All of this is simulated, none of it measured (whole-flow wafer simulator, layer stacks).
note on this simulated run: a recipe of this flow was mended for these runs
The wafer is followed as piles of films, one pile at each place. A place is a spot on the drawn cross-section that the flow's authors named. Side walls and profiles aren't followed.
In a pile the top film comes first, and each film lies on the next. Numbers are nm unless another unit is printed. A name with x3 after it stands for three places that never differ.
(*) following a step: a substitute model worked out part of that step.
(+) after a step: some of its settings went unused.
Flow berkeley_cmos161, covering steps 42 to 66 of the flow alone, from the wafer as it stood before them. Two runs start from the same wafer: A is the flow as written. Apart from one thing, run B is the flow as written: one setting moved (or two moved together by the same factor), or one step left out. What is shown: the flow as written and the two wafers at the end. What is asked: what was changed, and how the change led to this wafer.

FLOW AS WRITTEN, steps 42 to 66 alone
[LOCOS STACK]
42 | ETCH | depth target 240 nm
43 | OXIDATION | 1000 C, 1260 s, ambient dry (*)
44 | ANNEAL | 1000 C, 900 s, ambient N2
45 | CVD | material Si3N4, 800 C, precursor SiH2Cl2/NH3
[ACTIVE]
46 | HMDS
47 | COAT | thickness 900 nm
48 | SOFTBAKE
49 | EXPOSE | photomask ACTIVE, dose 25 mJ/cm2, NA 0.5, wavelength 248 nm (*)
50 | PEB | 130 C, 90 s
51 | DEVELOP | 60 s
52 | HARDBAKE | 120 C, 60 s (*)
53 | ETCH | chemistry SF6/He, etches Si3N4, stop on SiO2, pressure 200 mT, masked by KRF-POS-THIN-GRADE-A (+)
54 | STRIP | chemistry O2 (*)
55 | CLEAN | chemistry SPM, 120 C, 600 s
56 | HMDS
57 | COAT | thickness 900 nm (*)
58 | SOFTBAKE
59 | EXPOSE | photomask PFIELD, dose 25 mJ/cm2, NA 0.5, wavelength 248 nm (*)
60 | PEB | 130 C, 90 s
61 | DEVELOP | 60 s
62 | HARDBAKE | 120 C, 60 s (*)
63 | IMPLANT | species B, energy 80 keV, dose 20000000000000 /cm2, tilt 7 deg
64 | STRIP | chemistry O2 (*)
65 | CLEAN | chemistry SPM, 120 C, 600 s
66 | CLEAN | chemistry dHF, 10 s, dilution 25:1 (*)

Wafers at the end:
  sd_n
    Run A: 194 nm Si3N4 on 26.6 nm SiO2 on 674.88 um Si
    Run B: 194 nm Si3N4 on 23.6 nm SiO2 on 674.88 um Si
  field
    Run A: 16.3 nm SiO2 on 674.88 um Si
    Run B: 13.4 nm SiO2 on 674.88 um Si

Cause: step 43, OXIDATION: 1008 s was run, whereas the flow has 1260 s.

Step by step, how the change led to this:
  43 | OXIDATION | 1000 C, 1260 s, ambient dry (*)
      field, sd_n, spacer_n and 6 more: A SiO2 gains 26.6 (new film), Si loses 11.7 | B SiO2 gains 23.6 (new film), Si loses 10.4
